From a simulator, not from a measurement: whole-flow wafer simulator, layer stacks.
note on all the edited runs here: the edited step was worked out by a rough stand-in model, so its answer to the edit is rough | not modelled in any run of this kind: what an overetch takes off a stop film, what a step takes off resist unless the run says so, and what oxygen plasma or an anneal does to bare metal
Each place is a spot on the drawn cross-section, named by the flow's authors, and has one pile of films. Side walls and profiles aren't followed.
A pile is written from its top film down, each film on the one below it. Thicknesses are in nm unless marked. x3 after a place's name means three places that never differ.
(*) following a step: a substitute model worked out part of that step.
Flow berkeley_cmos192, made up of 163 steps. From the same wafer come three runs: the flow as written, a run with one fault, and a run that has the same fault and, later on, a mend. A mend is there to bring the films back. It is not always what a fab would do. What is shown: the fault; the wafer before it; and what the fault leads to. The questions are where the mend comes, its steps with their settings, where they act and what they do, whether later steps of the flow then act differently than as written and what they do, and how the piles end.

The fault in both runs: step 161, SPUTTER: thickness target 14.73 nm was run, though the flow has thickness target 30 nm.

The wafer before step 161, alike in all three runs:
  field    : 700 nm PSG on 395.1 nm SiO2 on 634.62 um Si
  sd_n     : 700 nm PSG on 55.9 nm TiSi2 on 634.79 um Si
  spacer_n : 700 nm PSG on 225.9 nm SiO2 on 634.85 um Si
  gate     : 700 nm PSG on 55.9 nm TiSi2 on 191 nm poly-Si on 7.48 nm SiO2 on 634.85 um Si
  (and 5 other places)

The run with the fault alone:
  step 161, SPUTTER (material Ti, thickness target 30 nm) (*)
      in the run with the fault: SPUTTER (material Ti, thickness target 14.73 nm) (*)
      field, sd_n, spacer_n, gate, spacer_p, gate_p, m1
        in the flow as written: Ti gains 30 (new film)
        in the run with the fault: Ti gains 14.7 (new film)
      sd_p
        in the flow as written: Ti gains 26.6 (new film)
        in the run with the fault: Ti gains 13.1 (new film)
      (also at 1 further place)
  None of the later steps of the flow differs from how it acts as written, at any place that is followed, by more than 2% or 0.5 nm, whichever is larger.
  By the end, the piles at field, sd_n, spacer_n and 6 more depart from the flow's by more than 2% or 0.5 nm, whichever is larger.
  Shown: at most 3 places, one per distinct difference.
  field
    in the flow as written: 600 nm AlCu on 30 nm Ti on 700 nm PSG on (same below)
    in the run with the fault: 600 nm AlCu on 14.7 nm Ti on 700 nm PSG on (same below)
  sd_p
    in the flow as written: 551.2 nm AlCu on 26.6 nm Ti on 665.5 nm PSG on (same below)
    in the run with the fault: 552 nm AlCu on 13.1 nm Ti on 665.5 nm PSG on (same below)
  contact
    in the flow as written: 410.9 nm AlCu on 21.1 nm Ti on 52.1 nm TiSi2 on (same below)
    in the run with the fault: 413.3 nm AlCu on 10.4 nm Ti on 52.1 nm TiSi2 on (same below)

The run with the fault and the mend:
  The mend follows step 161.
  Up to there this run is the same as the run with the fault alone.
  step 161a, ETCH (chemistry piranha, etches Ti, 120 C, 25 s) (a further turn of the flow's step 148, with different settings)
      field, sd_n, spacer_n, gate, spacer_p, gate_p, m1
        Ti loses 14.7 (all of it)
      sd_p
        Ti loses 13.1 (all of it)
      contact
        Ti loses 10.4 (all of it), TiSi2 loses 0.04
  step 161b, SPUTTER (material Ti, thickness target 30 nm) (*) (a further turn of the flow's step 161)
      field, sd_n, spacer_n, gate, spacer_p, gate_p, m1
        Ti gains 30 (new film)
      sd_p
        Ti gains 26.6 (new film)
      contact
        Ti gains 21.1 (new film)
  None of the later steps of the flow acts differently than as written at any place that is followed.
  When the end is reached, the piles differ only a little from the flow's at the places that both follow, at most by 2% or 0.5 nm, whichever is larger.
